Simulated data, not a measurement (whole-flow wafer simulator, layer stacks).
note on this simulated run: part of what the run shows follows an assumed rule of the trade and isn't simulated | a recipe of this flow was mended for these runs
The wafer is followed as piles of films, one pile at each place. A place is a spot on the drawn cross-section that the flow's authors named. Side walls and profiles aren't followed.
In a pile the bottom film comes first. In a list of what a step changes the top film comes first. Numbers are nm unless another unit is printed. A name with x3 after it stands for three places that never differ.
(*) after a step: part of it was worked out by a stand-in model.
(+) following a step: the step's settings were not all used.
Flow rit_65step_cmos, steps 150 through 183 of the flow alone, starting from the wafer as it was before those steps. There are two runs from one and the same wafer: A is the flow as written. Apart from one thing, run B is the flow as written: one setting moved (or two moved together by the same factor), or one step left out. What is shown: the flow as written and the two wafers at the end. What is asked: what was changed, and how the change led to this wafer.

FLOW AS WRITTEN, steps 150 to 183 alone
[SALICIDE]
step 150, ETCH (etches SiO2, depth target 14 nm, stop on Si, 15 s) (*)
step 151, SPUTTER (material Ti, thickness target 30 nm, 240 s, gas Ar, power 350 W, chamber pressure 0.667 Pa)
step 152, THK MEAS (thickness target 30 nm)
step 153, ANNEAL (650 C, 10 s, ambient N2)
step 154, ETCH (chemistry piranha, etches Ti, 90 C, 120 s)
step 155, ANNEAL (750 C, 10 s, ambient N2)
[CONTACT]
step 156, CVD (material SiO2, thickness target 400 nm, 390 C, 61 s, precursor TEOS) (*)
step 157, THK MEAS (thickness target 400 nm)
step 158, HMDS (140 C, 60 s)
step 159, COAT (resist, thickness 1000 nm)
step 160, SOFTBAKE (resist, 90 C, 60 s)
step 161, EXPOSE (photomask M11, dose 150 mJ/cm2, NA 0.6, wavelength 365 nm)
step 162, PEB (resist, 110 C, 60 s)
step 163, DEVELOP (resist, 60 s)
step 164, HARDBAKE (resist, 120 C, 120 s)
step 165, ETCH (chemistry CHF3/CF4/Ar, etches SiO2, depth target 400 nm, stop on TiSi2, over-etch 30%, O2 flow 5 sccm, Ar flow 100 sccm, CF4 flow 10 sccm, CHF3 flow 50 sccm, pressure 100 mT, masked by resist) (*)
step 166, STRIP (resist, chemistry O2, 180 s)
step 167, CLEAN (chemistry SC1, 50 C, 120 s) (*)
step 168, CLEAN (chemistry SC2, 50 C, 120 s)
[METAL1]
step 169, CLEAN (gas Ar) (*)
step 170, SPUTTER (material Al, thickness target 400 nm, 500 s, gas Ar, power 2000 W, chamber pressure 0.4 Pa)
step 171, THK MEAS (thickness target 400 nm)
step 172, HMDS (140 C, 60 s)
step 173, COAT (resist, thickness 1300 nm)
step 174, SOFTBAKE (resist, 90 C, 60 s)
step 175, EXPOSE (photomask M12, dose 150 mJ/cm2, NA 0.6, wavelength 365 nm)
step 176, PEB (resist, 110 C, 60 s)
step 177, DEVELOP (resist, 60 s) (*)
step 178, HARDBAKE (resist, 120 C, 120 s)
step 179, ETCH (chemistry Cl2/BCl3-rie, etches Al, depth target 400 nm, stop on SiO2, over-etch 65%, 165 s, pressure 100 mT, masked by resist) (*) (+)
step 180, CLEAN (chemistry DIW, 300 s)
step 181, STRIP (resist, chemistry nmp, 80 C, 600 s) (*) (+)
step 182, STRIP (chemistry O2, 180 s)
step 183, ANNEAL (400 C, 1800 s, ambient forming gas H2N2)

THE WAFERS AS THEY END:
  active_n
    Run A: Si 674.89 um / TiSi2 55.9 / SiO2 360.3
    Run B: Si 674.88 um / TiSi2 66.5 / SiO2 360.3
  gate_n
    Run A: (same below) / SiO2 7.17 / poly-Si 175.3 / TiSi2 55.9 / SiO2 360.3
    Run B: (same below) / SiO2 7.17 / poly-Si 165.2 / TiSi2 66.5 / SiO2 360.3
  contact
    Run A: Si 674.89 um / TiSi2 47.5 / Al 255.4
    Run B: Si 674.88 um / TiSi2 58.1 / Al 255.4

Cause: step 151, SPUTTER: thickness target 39 nm was run, whereas the flow has thickness target 30 nm; step 151, SPUTTER: 312 s was run, where the flow has 240 s.

The path from the change to this, step by step:
  step 151, SPUTTER (material Ti, thickness target 30 nm, 240 s, gas Ar, power 350 W, chamber pressure 0.667 Pa)
      field, field_pw, field_nw and 11 more: A Ti gains 30 (new film) | B Ti gains 39 (new film)
  step 153, ANNEAL (650 C, 10 s, ambient N2)
      active_n, active_p, sd_n, sd_p, contact, m1: A Ti loses 23.4, TiSi first gains 15 (new film), TiSi2 C49 gains 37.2 (new film), Si loses 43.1 | B Ti loses 27.8, TiSi first gains 28.8 (new film), TiSi2 C49 gains 28 (new film), Si loses 44.1
      gate_n, gate_p: A Ti loses 23.4, TiSi first gains 15 (new film), TiSi2 C49 gains 37.2 (new film), poly-Si loses 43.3 | B Ti loses 27.8, TiSi first gains 28.8 (new film), TiSi2 C49 gains 28 (new film), poly-Si loses 44.2
  step 154, ETCH (chemistry piranha, etches Ti, 90 C, 120 s)
      active_n, active_p, gate_n, gate_p, sd_n, sd_p, contact, m1: A Ti loses 6.6 (all of it), TiSi first loses 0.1 | B Ti loses 11.2 (all of it), TiSi first loses 0.1
      field, field_pw, field_nw, field_p, spacer, spacer_p: A Ti loses 30 (all of it) | B Ti loses 39 (all of it)
  step 155, ANNEAL (750 C, 10 s, ambient N2)
      active_n, active_p, sd_n, sd_p, contact, m1: A TiSi2 gains 55.9 (new film), TiSi first loses 14.9 (all of it), TiSi2 C49 loses 37.2 (all of it), Si loses 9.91 | B TiSi2 gains 66.5 (new film), TiSi first loses 28.7 (all of it), TiSi2 C49 loses 28 (all of it), Si loses 19
      gate_n, gate_p: A TiSi2 gains 55.9 (new film), TiSi first loses 14.9 (all of it), TiSi2 C49 loses 37.2 (all of it), poly-Si loses 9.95 | B TiSi2 gains 66.5 (new film), TiSi first loses 28.7 (all of it), TiSi2 C49 loses 28 (all of it), poly-Si loses 19.1
